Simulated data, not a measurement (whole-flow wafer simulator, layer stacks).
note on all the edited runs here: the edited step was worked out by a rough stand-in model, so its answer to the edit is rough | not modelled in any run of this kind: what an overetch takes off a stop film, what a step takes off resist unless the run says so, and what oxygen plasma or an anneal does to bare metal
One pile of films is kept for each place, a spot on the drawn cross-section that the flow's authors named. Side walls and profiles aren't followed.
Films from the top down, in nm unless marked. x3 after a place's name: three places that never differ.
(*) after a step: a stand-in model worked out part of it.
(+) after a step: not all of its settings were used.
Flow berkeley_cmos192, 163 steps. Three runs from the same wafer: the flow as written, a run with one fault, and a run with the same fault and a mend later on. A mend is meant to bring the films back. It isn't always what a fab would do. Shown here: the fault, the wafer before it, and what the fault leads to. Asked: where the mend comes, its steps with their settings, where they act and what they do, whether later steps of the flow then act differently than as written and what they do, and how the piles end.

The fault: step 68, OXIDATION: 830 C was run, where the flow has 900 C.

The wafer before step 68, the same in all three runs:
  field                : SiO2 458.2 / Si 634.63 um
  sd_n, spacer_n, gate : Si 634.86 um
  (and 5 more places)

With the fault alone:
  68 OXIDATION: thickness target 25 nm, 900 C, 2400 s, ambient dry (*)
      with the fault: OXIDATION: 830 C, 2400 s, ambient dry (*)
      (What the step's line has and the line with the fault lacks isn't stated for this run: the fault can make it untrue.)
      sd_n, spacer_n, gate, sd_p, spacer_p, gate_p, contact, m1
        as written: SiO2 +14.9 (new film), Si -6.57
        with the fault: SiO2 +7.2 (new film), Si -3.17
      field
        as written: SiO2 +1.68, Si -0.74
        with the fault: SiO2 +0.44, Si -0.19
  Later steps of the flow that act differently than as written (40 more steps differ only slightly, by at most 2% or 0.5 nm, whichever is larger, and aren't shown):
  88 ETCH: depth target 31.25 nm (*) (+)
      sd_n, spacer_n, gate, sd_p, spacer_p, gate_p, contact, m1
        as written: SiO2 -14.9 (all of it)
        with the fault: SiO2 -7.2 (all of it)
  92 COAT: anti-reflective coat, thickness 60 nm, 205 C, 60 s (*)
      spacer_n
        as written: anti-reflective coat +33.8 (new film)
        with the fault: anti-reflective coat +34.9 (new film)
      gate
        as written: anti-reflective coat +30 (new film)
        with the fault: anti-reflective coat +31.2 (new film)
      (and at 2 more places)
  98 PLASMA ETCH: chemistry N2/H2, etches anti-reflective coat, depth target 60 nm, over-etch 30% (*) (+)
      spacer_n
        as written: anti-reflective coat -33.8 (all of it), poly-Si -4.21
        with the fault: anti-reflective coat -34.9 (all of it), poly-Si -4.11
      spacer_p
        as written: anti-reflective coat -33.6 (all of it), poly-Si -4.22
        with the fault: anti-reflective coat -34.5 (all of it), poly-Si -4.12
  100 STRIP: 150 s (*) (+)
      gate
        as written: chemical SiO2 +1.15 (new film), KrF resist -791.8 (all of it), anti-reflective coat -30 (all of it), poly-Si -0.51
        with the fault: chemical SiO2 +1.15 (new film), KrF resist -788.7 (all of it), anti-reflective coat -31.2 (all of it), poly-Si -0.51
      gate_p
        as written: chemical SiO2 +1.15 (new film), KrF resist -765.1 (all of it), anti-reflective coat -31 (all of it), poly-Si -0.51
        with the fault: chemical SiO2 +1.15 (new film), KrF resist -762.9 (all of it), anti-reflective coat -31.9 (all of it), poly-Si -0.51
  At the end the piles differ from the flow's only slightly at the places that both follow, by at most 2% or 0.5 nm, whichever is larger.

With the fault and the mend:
  The mend comes after step 69.
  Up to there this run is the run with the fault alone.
  69a OXIDATION: 900 C, 1634 s, ambient dry (*) (the flow's step 68 once more, with other settings)
      sd_n, spacer_n, gate, sd_p, spacer_p, gate_p, contact, m1
        SiO2 +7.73, Si -3.4
      field
        SiO2 +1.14, Si -0.5
  No later step of the flow acts differently than as written, at any place that is followed, by more than 2% or 0.5 nm, whichever is larger.
  At the end the piles differ from the flow's only slightly at the places that both follow, by at most 2% or 0.5 nm, whichever is larger.
